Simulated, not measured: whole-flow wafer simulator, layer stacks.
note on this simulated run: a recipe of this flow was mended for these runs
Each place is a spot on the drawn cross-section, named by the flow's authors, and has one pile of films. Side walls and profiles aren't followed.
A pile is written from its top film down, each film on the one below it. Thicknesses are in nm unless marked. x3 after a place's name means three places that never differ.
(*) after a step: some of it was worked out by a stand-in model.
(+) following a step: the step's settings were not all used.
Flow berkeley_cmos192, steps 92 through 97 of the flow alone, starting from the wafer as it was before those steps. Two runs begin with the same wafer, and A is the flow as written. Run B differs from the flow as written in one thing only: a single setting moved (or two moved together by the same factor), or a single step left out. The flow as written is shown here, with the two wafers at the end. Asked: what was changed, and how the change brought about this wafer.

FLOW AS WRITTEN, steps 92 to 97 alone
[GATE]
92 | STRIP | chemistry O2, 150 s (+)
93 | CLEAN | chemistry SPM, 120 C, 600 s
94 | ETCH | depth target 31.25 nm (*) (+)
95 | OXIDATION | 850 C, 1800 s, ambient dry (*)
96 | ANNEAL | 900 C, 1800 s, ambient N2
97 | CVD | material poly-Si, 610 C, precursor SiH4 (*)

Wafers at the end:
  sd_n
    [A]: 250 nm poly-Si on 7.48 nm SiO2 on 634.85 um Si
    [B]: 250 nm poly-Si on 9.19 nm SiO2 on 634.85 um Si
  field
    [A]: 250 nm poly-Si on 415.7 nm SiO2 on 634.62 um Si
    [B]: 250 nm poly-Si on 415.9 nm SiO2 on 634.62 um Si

What caused this: step 95, OXIDATION: 2520 s was run, while the flow as written has 1800 s.

How this came from the change, step by step:
  95 | OXIDATION | 850 C, 1800 s, ambient dry (*)
      sd_n, spacer_n, gate, sd_p, spacer_p x2, contact, m1: A +7.48 SiO2 (new film), -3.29 Si | B +9.19 SiO2 (new film), -4.04 Si
